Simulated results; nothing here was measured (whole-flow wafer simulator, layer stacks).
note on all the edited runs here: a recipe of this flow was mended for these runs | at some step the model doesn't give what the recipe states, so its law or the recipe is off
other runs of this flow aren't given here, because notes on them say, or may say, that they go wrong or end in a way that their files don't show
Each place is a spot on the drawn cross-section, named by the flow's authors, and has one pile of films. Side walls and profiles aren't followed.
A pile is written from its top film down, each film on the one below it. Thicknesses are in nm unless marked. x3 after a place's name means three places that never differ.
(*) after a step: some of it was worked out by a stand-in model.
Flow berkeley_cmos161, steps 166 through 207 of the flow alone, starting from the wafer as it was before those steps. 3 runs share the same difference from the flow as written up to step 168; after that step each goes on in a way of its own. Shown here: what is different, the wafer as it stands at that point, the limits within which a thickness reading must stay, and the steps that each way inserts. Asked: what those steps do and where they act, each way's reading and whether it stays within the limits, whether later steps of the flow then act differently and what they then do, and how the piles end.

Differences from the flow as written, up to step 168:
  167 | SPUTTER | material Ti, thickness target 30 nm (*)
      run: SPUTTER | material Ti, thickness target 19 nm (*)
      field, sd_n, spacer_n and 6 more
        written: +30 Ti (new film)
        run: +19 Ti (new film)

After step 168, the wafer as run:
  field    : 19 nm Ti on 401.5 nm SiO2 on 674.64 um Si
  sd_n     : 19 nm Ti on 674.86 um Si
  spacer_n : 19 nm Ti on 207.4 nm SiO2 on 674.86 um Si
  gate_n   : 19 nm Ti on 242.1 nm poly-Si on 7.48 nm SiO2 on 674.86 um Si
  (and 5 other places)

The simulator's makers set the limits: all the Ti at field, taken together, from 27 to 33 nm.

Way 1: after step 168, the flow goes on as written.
  Reading after step 168: 19 nm, not within the limits.
  Steps further on in the flow that do not act as written (15 more steps, not shown, differ only slightly: by at most 2% or 0.5 nm, whichever is larger):
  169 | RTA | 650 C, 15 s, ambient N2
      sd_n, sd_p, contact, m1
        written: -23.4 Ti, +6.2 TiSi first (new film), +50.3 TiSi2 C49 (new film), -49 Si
        way: -14.8 Ti, +37.7 TiSi2 C49 (new film), -33.6 Si
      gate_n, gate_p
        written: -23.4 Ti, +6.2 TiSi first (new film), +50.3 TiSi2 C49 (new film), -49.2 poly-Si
        way: -14.8 Ti, +37.7 TiSi2 C49 (new film), -33.8 poly-Si
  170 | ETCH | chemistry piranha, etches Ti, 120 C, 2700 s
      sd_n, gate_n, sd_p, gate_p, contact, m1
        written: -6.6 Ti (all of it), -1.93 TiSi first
        way: -4.18 Ti (all of it), -1.93 TiSi2 C49
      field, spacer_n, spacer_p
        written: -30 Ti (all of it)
        way: -19 Ti (all of it)
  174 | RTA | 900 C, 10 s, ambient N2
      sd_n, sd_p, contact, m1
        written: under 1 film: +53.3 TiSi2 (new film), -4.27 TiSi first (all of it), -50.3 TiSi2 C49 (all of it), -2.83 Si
        way: under 1 film: +33.7 TiSi2 (new film), -35.8 TiSi2 C49 (all of it)
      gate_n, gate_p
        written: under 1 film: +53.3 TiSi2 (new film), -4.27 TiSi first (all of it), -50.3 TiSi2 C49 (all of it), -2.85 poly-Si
        way: under 1 film: +33.7 TiSi2 (new film), -35.8 TiSi2 C49 (all of it)
  By the end, the piles at sd_n, gate_n, sd_p, gate_p, contact, m1 depart from the flow's by more than 2% or 0.5 nm, whichever is larger.
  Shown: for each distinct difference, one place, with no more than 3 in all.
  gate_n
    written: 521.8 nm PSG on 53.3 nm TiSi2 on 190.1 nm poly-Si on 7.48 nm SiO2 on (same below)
    way: 521.8 nm PSG on 33.7 nm TiSi2 on 208.4 nm poly-Si on 7.48 nm SiO2 on (same below)
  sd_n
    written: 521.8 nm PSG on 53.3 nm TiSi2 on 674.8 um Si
    way: 521.8 nm PSG on 33.7 nm TiSi2 on 674.82 um Si
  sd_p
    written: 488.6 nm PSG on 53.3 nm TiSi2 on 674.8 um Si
    way: 488 nm PSG on 33.7 nm TiSi2 on 674.82 um Si

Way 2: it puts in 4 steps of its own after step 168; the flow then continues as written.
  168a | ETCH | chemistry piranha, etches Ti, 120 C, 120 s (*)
      field, sd_n, spacer_n and 6 more
        -19 Ti (all of it)
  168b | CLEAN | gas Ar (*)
      field, spacer_n, spacer_p
        -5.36 SiO2
      gate_n, gate_p
        -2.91 poly-Si
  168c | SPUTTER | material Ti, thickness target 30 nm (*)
      field, sd_n, spacer_n and 6 more
        +30 Ti (new film)
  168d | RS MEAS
      leaves every film unchanged at each place that is followed
  Reading after step 168d: 30 nm, inside the limits.
  Steps further on in the flow that do not act as written (13 more steps, not shown, differ only slightly: by at most 2% or 0.5 nm, whichever is larger):
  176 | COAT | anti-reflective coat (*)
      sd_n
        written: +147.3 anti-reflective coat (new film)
        way: +143.1 anti-reflective coat (new film)
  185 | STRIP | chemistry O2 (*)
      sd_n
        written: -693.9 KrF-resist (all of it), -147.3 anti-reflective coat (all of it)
        way: -694.7 KrF-resist (all of it), -143.1 anti-reflective coat (all of it)
  By the end, the piles at spacer_n, spacer_p depart from the flow's by more than 2% or 0.5 nm, whichever is larger.
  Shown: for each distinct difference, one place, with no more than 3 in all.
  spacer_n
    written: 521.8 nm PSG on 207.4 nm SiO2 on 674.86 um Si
    way: 521.8 nm PSG on 202 nm SiO2 on 674.86 um Si

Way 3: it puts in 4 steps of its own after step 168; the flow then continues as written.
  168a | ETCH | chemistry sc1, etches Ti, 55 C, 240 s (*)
      sd_n, sd_p, contact, m1
        -19 Ti (all of it), -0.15 Si
      field, spacer_n, spacer_p
        -19 Ti (all of it)
      gate_n, gate_p
        -19 Ti (all of it), -0.15 poly-Si
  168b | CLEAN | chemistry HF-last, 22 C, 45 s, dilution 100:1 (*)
      spacer_n, spacer_p
        -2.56 SiO2
      field
        -1.96 SiO2
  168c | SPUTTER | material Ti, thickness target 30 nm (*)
      field, sd_n, spacer_n and 6 more
        +30 Ti (new film)
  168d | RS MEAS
      leaves every film unchanged at each place that is followed
  Reading after step 168d: 30 nm, inside the limits.
  Later steps of the flow that are run all act as written at every place that is followed, up to a difference of at most 2% or 0.5 nm, whichever is larger.
  The piles end only slightly different from the flow's at the places that both follow, by no more than 2% or 0.5 nm, whichever is larger.

Keeping within the limits: way 2, way 3. Outside them: way 1.
